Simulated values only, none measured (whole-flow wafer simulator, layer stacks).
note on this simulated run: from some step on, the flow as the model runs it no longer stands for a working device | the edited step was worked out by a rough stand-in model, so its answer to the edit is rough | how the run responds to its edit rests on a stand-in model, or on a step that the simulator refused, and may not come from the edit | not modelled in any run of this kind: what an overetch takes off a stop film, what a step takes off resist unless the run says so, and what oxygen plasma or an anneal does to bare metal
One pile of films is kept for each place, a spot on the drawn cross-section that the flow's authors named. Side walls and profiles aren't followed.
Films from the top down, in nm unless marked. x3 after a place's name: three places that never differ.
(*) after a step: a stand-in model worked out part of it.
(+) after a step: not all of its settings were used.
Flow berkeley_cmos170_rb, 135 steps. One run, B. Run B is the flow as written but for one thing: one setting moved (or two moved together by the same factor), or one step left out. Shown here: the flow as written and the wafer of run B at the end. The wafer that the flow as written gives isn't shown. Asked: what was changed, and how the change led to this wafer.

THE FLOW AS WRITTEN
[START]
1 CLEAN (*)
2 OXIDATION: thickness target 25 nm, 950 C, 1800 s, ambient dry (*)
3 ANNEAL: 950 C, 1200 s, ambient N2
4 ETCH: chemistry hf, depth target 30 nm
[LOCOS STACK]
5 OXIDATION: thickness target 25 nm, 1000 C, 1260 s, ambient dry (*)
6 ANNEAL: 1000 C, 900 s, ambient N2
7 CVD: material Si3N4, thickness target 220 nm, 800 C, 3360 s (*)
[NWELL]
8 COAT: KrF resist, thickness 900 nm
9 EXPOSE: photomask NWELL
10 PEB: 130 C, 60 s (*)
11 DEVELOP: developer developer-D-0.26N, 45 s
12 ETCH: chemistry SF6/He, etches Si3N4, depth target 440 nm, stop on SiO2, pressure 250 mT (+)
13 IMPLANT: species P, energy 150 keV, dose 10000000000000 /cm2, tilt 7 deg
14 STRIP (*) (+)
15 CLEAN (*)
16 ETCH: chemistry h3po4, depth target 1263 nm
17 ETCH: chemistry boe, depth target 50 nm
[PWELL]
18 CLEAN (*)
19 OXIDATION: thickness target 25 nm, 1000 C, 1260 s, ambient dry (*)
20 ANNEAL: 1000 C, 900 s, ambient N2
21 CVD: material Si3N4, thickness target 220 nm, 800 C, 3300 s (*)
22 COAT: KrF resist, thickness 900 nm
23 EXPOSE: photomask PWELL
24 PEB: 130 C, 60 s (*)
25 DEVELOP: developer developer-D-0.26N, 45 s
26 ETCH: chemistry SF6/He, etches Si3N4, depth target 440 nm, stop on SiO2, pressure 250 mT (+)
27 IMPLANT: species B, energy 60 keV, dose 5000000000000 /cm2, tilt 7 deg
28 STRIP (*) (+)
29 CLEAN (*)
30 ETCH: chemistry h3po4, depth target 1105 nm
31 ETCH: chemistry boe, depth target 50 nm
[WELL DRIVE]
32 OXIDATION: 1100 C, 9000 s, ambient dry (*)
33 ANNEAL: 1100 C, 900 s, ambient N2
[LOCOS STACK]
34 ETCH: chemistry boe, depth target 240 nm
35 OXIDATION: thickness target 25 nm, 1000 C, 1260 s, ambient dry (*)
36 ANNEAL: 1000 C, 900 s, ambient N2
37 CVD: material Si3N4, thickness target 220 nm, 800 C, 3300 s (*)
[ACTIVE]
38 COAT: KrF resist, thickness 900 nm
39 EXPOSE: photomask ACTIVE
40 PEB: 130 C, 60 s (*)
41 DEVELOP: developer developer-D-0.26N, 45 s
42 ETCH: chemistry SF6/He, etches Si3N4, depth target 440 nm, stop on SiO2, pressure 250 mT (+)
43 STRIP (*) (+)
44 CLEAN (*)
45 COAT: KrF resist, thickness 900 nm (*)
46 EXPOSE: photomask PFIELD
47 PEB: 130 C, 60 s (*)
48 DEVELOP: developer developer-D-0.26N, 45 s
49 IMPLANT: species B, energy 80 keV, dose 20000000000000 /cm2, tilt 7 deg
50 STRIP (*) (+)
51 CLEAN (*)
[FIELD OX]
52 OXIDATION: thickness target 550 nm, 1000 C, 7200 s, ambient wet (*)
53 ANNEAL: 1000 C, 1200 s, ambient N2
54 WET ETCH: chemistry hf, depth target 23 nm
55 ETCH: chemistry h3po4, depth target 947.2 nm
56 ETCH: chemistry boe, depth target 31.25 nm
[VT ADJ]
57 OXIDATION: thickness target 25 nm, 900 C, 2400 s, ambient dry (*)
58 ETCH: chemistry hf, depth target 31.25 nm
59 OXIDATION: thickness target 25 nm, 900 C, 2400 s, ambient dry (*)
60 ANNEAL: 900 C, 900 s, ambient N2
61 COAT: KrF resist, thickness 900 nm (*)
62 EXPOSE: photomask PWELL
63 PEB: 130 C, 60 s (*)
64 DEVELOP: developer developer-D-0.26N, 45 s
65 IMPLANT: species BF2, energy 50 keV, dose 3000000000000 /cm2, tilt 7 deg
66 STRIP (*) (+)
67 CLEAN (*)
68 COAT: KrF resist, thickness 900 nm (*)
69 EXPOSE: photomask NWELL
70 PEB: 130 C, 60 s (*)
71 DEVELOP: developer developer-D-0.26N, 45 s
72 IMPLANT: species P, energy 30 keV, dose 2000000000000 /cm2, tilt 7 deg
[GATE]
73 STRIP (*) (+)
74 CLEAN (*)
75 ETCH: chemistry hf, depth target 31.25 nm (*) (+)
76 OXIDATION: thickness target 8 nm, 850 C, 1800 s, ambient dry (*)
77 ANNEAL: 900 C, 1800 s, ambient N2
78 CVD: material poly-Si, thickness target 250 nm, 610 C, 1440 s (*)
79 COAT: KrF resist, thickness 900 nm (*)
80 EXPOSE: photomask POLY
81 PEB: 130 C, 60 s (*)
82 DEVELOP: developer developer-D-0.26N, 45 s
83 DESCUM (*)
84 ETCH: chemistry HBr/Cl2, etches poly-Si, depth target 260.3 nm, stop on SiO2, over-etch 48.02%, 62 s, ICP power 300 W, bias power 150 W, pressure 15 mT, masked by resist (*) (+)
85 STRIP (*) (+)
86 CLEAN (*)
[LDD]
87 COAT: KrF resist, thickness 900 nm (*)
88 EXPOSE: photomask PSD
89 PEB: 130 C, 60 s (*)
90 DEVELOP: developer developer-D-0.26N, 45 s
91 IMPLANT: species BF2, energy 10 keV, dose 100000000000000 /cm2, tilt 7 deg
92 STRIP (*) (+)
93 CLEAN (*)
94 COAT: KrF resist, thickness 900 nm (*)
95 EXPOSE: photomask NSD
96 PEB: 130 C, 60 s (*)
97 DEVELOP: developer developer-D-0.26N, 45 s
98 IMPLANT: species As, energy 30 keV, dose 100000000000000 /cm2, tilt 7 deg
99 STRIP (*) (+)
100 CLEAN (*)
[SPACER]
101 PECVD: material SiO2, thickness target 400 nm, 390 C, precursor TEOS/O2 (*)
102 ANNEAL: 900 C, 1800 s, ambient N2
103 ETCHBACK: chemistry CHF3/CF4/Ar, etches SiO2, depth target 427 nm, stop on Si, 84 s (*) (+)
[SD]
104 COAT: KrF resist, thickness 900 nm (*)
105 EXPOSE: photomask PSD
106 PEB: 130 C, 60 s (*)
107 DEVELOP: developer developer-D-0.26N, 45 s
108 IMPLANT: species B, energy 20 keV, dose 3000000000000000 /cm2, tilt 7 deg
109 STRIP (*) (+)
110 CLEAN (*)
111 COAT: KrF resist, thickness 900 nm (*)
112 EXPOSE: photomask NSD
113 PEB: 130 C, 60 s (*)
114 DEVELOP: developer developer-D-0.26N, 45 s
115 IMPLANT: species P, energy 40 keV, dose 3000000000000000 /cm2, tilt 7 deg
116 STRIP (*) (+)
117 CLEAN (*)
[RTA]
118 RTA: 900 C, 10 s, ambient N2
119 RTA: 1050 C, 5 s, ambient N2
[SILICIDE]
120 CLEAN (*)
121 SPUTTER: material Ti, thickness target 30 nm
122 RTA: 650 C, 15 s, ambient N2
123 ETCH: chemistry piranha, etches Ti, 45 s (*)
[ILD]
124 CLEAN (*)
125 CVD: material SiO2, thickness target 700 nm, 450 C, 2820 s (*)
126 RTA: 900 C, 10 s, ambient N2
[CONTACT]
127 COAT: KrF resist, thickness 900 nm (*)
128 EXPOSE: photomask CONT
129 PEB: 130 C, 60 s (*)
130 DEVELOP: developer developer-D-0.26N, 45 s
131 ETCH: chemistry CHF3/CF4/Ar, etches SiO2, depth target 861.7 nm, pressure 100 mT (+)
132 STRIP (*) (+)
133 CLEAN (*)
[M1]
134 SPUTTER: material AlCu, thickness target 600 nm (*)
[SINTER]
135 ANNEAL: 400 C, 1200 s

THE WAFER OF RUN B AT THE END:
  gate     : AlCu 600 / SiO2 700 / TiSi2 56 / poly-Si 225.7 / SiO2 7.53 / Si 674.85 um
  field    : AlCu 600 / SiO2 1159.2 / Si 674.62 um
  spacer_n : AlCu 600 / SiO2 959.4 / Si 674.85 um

The cause: step 78, CVD: thickness target 279 nm was run, where the flow has thickness target 250 nm; step 78, CVD: 1607 s was run, where the flow has 1440 s.

How the change led to this, step by step:
  78 CVD: material poly-Si, thickness target 250 nm, 610 C, 1440 s (*)
      field, sd_n, spacer_n and 6 more: poly-Si +279 (new film) (as written it would be: poly-Si +250 (new film))
  84 ETCH: chemistry HBr/Cl2, etches poly-Si, depth target 260.3 nm, stop on SiO2, over-etch 48.02%, 62 s, ICP power 300 W, bias power 150 W, pressure 15 mT, masked by resist (*) (+)
      field, sd_n, spacer_n, sd_p, spacer_p, contact, m1: poly-Si -279 (all of it), SiO2 -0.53 (as written it would be: poly-Si -250 (all of it), SiO2 -1.42)
  87 COAT: KrF resist, thickness 900 nm (*)
      gate: KrF resist +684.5 (new film) (as written it would be: KrF resist +706 (new film))
      gate_p: KrF resist +684.9 (new film) (as written it would be: KrF resist +706.3 (new film))
  90 DEVELOP: developer developer-D-0.26N, 45 s
      gate_p: KrF resist -684.9 (all of it) (as written it would be: KrF resist -706.3 (all of it))
  92 STRIP (*) (+)
      gate: KrF resist -670.3 (all of it) (as written it would be: KrF resist -691.8 (all of it))
  94 COAT: KrF resist, thickness 900 nm (*)
      gate: KrF resist +684.5 (new film) (as written it would be: KrF resist +706 (new film))
      gate_p: KrF resist +684.9 (new film) (as written it would be: KrF resist +706.3 (new film))
  97 DEVELOP: developer developer-D-0.26N, 45 s
      gate: KrF resist -684.5 (all of it) (as written it would be: KrF resist -706 (all of it))
  99 STRIP (*) (+)
      gate_p: KrF resist -670.7 (all of it) (as written it would be: KrF resist -692.1 (all of it))
  103 ETCHBACK: chemistry CHF3/CF4/Ar, etches SiO2, depth target 427 nm, stop on Si, 84 s (*) (+)
      spacer_n: SiO2 -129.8 (as written it would be: SiO2 -157.9)
      spacer_p: SiO2 -129.7 (as written it would be: SiO2 -157.9)
  104 COAT: KrF resist, thickness 900 nm (*)
      spacer_n: KrF resist +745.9 (new film) (as written it would be: KrF resist +766.3 (new film))
      gate: KrF resist +722.1 (new film) (as written it would be: KrF resist +742.1 (new film))
      (and at 2 more places)
  107 DEVELOP: developer developer-D-0.26N, 45 s
      spacer_p: KrF resist -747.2 (all of it) (as written it would be: KrF resist -767.7 (all of it))
      gate_p: KrF resist -723.1 (all of it) (as written it would be: KrF resist -743.2 (all of it))
  109 STRIP (*) (+)
      spacer_n: KrF resist -731.7 (all of it) (as written it would be: KrF resist -752.1 (all of it))
      gate: KrF resist -707.9 (all of it) (as written it would be: KrF resist -727.9 (all of it))
  111 COAT: KrF resist, thickness 900 nm (*)
      spacer_n: KrF resist +745.9 (new film) (as written it would be: KrF resist +766.3 (new film))
      gate: KrF resist +722.1 (new film) (as written it would be: KrF resist +742.1 (new film))
      (and at 2 more places)
  114 DEVELOP: developer developer-D-0.26N, 45 s
      spacer_n: KrF resist -745.9 (all of it) (as written it would be: KrF resist -766.3 (all of it))
      gate: KrF resist -722.1 (all of it) (as written it would be: KrF resist -742.1 (all of it))
  116 STRIP (*) (+)
      spacer_p: KrF resist -733 (all of it) (as written it would be: KrF resist -753.5 (all of it))
      gate_p: KrF resist -708.9 (all of it) (as written it would be: KrF resist -729 (all of it))
  132 STRIP (*) (+)
      spacer_n: KrF resist -576.9 (all of it) (as written it would be: KrF resist -590.2 (all of it))
      gate: KrF resist -557.4 (all of it) (as written it would be: KrF resist -568.8 (all of it))
      (and at 2 more places)
